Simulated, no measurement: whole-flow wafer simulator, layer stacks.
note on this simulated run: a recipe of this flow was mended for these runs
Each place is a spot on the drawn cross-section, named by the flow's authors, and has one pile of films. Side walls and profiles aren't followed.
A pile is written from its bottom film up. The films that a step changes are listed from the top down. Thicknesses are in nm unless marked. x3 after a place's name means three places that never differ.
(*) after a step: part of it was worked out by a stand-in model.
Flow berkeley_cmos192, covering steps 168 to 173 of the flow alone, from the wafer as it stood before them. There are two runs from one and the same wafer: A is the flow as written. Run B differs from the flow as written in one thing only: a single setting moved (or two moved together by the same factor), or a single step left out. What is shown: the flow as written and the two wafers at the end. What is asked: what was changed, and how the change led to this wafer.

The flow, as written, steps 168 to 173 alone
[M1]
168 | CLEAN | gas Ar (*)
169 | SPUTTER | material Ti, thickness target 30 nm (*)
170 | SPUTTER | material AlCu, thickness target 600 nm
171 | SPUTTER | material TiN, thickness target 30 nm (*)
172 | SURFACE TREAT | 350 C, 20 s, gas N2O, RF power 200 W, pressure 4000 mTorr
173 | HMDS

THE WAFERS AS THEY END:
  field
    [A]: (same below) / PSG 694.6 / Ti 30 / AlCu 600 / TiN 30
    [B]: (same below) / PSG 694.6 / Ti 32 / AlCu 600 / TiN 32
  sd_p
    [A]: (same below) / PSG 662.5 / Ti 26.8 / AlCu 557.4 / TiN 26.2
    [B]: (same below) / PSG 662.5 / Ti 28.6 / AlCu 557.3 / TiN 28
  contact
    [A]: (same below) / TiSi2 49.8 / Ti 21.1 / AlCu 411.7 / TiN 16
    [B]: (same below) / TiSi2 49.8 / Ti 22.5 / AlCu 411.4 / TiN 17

The reason: step 169, SPUTTER: thickness target 32 nm was run, whereas the flow has thickness target 30 nm; step 171, SPUTTER: thickness target 32 nm was run, where the flow has thickness target 30 nm.
One can read it off the wafer: field has Ti 32, and step 169 as written asks for 30 nm.

Step by step, how the change led to this:
  169 | SPUTTER | material Ti, thickness target 30 nm (*)
      field, sd_n, spacer_n, gate, spacer_p, gate_p, m1: A +30 Ti (new film) | B +32 Ti (new film)
      sd_p: A +26.8 Ti (new film) | B +28.6 Ti (new film)
      (also at 1 further place)
  171 | SPUTTER | material TiN, thickness target 30 nm (*)
      field, sd_n, spacer_n, gate, spacer_p, gate_p, m1: A +30 TiN (new film) | B +32 TiN (new film)
      sd_p: A +26.2 TiN (new film) | B +28 TiN (new film)
      (also at 1 further place)
